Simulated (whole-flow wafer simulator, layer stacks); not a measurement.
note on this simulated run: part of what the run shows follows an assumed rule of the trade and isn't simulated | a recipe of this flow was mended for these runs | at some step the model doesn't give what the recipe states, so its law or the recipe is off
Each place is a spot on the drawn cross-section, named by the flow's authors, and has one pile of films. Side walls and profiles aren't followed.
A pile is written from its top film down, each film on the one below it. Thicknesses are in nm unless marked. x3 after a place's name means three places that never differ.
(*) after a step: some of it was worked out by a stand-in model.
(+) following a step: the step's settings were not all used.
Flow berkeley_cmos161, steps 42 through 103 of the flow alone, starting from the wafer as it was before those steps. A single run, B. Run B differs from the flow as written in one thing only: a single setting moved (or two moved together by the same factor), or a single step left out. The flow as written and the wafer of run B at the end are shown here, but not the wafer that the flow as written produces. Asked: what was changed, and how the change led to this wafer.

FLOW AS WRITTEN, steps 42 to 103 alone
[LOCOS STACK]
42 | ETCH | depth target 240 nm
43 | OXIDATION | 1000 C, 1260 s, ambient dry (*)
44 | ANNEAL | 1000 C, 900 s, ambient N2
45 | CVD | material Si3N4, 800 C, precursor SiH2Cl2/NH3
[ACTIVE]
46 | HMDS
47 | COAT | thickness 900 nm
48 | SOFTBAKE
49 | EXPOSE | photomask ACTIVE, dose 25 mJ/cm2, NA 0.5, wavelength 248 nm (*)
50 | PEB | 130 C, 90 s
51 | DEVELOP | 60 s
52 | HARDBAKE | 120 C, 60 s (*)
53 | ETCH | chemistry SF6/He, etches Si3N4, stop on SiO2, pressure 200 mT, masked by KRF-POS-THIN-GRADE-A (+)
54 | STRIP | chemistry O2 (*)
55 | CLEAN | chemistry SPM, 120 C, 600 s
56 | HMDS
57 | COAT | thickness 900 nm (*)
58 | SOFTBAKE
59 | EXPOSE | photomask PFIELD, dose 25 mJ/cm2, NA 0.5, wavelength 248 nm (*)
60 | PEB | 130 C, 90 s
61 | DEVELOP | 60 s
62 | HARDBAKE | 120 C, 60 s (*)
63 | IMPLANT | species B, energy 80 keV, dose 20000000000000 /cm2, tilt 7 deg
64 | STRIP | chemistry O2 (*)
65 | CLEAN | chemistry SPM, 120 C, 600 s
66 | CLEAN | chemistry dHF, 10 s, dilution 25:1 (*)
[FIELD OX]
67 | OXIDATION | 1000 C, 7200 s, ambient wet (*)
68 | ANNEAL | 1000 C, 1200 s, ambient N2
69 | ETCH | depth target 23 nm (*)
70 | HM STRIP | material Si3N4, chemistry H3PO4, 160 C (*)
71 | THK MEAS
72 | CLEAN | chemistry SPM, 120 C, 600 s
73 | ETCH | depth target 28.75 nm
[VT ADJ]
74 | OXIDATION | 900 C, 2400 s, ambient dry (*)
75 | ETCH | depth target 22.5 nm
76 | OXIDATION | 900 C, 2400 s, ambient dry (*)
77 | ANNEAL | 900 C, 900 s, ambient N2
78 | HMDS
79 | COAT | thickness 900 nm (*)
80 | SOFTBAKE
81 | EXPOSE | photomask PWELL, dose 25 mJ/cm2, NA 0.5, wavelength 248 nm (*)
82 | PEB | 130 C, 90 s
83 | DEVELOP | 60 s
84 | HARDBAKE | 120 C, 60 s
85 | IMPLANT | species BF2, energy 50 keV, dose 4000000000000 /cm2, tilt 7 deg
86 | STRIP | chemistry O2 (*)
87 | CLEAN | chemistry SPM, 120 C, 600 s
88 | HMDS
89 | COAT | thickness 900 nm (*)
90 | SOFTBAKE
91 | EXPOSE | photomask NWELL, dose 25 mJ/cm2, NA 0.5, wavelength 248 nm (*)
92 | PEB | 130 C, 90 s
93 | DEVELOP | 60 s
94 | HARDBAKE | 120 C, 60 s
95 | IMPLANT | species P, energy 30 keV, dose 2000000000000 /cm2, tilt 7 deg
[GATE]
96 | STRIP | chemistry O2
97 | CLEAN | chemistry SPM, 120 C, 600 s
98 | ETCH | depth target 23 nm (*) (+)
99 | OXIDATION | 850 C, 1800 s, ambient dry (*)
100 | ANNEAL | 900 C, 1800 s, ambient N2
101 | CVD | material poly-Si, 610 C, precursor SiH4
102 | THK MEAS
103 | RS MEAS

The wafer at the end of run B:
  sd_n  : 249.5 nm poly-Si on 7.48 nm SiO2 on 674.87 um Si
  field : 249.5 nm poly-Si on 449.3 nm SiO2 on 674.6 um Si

The reason: step 43, OXIDATION: 700 C was run, though the flow has 1000 C.

How this came from the change, step by step:
  43 | OXIDATION | 1000 C, 1260 s, ambient dry (*)
      field, sd_n, spacer_n and 6 more: +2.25 SiO2 (new film), -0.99 Si (it would be, as written: +26.6 SiO2 (new film), -11.7 Si)
  53 | ETCH | chemistry SF6/He, etches Si3N4, stop on SiO2, pressure 200 mT, masked by KRF-POS-THIN-GRADE-A (+)
      field: -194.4 Si3N4 (all of it), -2.25 SiO2 (all of it), -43 Si (it would be, as written: -194.4 Si3N4 (all of it), -8.27 SiO2)
  54 | STRIP | chemistry O2 (*)
      field: +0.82 chemical SiO2 (new film), -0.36 Si (it would be, as written: nothing)
  57 | COAT | thickness 900 nm (*)
      sd_n: +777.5 KrF-resist (new film) (it would be, as written: +796.1 KrF-resist (new film))
      m1: +779.9 KrF-resist (new film) (it would be, as written: +797.6 KrF-resist (new film))
  64 | STRIP | chemistry O2 (*)
      sd_n: -760.8 KrF-resist (all of it) (it would be, as written: -779.3 KrF-resist (all of it))
      m1: -763.2 KrF-resist (all of it) (it would be, as written: -780.8 KrF-resist (all of it))
  66 | CLEAN | chemistry dHF, 10 s, dilution 25:1 (*)
      field: -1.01 chemical SiO2 (all of it) (it would be, as written: -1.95 SiO2)
  67 | OXIDATION | 1000 C, 7200 s, ambient wet (*)
      sd_n, sd_p: +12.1 SiO2 (new film), -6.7 Si3N4 (it would be, as written: +12.1 SiO2 (new film), -6.7 Si3N4, +0.25 SiO2, -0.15 Si)
      field: +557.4 SiO2 (new film), -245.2 Si (it would be, as written: +545.5 SiO2, -240 Si)
  70 | HM STRIP | material Si3N4, chemistry H3PO4, 160 C (*)
      sd_n, spacer_n, gate_n, sd_p, spacer_p, gate_p, contact, m1: +0.5 chemical SiO2 (new film), -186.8 Si3N4 (all of it), -2.25 SiO2 (all of it), -0.22 Si (it would be, as written: -186.8 Si3N4 (all of it), -8.69 SiO2)
  73 | ETCH | depth target 28.75 nm
      spacer_n, gate_n, spacer_p, gate_p, contact, m1: -0.8 chemical SiO2 (all of it) (it would be, as written: -17.9 SiO2 (all of it))
      sd_n, sd_p: -0.8 chemical SiO2 (all of it) (it would be, as written: -18.1 SiO2 (all of it))
  79 | COAT | thickness 900 nm (*)
      sd_n: +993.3 KrF-resist (new film) (it would be, as written: +1020.9 KrF-resist (new film))
      sd_p: +977 KrF-resist (new film) (it would be, as written: +999.3 KrF-resist (new film))
      (as well as at 2 more places)
  83 | DEVELOP | 60 s
      sd_n: -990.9 KrF-resist (all of it) (it would be, as written: -1018.4 KrF-resist (all of it))
      contact: -971.5 KrF-resist (all of it) (it would be, as written: -992.3 KrF-resist (all of it))
      (as well as at 1 more place)
  84 | HARDBAKE | 120 C, 60 s
      sd_p: -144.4 KrF-resist (it would be, as written: -147.7 KrF-resist)
  86 | STRIP | chemistry O2 (*)
      sd_p: -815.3 KrF-resist (all of it) (it would be, as written: -834.2 KrF-resist (all of it))
  89 | COAT | thickness 900 nm (*)
      sd_n: +993.3 KrF-resist (new film) (it would be, as written: +1020.9 KrF-resist (new film))
      sd_p: +977 KrF-resist (new film) (it would be, as written: +999.3 KrF-resist (new film))
      (as well as at 2 more places)
  93 | DEVELOP | 60 s
      sd_p: -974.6 KrF-resist (all of it) (it would be, as written: -996.9 KrF-resist (all of it))
  94 | HARDBAKE | 120 C, 60 s
      sd_n: -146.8 KrF-resist (it would be, as written: -151 KrF-resist)
      contact: -143.9 KrF-resist (it would be, as written: -147 KrF-resist)
      (as well as at 1 more place)
  96 | STRIP | chemistry O2
      sd_n: -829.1 KrF-resist (all of it) (it would be, as written: -852.5 KrF-resist (all of it))
      contact: -812.6 KrF-resist (all of it) (it would be, as written: -830.3 KrF-resist (all of it))
      (as well as at 1 more place)
